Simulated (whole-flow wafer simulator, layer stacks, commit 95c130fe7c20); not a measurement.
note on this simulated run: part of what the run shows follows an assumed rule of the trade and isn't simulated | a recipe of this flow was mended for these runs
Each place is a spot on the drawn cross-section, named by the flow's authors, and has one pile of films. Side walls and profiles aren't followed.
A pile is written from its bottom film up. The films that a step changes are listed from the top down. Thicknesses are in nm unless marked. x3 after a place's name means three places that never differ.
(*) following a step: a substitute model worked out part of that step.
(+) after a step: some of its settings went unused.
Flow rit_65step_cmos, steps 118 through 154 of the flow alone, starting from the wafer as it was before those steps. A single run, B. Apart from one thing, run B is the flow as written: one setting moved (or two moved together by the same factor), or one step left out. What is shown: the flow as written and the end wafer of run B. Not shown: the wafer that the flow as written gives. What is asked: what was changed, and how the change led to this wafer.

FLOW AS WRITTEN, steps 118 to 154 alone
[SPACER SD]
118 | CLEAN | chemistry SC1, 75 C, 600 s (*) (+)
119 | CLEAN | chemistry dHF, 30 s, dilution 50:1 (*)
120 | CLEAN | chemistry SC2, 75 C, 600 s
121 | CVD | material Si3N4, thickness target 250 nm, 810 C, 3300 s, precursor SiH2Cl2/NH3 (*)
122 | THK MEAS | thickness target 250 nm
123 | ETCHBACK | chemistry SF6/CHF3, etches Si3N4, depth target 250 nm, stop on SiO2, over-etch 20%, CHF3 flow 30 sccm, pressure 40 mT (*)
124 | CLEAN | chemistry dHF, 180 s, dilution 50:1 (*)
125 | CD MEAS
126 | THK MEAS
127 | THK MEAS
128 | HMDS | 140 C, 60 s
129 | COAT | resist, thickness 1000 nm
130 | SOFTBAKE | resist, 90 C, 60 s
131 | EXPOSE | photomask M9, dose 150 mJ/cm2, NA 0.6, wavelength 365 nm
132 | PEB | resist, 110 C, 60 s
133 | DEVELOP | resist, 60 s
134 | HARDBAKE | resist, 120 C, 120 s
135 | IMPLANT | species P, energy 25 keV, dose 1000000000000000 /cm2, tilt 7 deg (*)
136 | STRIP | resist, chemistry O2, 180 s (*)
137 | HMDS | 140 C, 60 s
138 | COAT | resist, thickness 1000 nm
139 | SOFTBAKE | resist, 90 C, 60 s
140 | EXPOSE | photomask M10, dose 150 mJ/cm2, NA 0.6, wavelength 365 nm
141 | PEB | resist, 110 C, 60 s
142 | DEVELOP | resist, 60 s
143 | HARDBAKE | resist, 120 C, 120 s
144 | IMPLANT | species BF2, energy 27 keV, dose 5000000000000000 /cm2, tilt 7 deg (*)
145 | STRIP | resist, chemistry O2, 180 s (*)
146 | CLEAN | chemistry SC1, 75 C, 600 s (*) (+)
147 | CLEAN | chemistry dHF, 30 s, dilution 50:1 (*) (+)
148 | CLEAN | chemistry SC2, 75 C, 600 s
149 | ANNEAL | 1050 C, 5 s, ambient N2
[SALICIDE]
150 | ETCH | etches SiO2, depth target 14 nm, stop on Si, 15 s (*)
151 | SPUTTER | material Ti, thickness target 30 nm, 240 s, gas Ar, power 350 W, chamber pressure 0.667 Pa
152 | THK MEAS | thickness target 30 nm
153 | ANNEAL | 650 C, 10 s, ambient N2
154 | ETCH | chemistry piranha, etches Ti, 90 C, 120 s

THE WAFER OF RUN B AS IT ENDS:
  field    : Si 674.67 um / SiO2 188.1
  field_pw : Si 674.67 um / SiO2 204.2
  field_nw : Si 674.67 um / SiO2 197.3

What caused this: step 124, CLEAN: 245 s was run, whereas the flow has 180 s.

The path from the change to this, step by step:
  124 | CLEAN | chemistry dHF, 180 s, dilution 50:1 (*)
      field, field_p: SiO2 loses 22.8 (as written it would have been: SiO2 loses 16.8)
      field_pw, field_nw: SiO2 loses 22.7 (as written it would have been: SiO2 loses 16.7)
      (also at 2 further places)
